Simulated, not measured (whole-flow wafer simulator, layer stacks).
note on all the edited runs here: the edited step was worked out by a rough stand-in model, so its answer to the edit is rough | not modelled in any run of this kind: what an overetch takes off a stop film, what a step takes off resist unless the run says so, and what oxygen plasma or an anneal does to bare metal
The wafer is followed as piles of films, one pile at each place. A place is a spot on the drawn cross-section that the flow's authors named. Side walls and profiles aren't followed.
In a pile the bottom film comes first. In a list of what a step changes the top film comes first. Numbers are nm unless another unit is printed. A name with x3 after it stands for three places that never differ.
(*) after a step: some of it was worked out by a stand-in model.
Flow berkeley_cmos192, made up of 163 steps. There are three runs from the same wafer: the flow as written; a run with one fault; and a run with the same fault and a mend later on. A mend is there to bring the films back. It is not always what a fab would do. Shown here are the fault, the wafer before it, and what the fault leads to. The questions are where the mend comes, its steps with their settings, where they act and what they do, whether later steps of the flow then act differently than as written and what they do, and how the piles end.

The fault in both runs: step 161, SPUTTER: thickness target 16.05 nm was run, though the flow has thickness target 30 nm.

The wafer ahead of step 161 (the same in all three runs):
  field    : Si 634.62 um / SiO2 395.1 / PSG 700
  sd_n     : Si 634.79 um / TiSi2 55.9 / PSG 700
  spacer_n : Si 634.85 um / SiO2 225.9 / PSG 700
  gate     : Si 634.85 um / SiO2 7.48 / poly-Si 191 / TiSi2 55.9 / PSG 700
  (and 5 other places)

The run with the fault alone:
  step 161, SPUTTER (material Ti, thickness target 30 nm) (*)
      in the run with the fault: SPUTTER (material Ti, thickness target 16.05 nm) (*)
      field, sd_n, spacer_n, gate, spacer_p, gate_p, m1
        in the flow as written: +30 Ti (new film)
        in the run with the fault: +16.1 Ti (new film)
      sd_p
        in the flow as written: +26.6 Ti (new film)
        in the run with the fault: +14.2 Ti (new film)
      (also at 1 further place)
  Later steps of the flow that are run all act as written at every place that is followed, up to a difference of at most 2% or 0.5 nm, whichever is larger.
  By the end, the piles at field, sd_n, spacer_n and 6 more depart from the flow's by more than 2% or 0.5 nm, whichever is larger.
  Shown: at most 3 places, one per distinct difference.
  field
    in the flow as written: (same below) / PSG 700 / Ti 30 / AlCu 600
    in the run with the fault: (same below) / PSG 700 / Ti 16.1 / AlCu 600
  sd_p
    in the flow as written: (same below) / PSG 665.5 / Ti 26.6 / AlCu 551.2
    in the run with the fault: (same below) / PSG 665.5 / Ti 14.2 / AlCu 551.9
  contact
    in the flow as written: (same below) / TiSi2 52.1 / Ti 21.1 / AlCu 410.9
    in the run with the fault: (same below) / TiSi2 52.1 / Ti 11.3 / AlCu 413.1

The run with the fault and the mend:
  The mend follows step 161.
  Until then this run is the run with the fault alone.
  step 161a, ETCH (chemistry piranha, etches Ti, 120 C, 28 s) (the flow's step 148 again, with other settings)
      field, sd_n, spacer_n, gate, spacer_p, gate_p, m1
        -16.1 Ti (all of it)
      sd_p
        -14.2 Ti (all of it)
      contact
        -11.3 Ti (all of it), -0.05 TiSi2
  step 161b, SPUTTER (material Ti, thickness target 30 nm) (*) (the flow's step 161 again)
      field, sd_n, spacer_n, gate, spacer_p, gate_p, m1
        +30 Ti (new film)
      sd_p
        +26.6 Ti (new film)
      contact
        +21.1 Ti (new film)
  Later steps of the flow that are run all act as written at every place that is followed.
  At the end the piles are close to the flow's at the places that both follow, differing by at most 2% or 0.5 nm, whichever is larger.
